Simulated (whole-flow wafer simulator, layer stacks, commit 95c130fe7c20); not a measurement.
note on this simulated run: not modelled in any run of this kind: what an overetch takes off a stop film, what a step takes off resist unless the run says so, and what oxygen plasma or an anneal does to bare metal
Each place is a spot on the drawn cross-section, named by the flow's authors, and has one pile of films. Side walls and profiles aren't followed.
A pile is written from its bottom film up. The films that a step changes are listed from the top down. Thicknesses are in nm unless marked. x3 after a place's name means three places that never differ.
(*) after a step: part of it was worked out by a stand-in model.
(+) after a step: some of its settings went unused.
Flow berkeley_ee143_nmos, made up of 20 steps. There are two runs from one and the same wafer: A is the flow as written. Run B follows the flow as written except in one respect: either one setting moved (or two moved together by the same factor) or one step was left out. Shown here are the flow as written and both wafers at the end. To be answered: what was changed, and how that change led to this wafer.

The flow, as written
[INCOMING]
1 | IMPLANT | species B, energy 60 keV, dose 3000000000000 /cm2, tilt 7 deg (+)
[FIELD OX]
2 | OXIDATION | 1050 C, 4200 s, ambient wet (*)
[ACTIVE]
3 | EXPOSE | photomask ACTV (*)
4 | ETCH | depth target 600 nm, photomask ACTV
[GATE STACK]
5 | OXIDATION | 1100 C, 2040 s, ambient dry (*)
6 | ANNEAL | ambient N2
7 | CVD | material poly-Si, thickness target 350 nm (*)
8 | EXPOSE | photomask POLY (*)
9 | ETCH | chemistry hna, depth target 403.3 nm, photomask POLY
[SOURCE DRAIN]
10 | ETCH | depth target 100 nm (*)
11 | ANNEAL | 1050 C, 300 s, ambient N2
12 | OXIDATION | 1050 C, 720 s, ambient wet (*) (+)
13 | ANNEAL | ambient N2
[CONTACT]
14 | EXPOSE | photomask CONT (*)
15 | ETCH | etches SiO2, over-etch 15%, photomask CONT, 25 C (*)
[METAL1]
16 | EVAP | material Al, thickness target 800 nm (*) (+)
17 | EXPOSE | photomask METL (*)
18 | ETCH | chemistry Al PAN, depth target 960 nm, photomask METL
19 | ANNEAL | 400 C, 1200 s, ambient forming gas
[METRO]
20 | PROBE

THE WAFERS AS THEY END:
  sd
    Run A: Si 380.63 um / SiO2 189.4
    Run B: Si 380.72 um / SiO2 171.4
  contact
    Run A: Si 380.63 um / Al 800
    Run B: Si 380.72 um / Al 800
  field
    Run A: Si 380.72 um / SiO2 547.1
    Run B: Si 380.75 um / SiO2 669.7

Cause: step 9, ETCH: depth target 309.6 nm was run, while the flow as written has depth target 403.3 nm.

How this came from the change, step by step:
  9 | ETCH | chemistry hna, depth target 403.3 nm, photomask POLY
      sd, contact, field: A -350 poly-Si (all of it) | B -309.6 poly-Si
  10 | ETCH | depth target 100 nm (*)
      sd, contact: A -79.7 SiO2 (all of it) | B nothing
      field: A -100 SiO2 | B nothing
  12 | OXIDATION | 1050 C, 720 s, ambient wet (*) (+)
      sd, contact: A +189.4 SiO2 (new film), -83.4 Si | B -40.4 poly-Si (all of it), +91.7 SiO2
      field: A +69.1 SiO2, -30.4 Si | B -40.4 poly-Si (all of it), +91.7 SiO2
  15 | ETCH | etches SiO2, over-etch 15%, photomask CONT, 25 C (*)
      contact: A -189.4 SiO2 (all of it) | B -171.4 SiO2 (all of it)
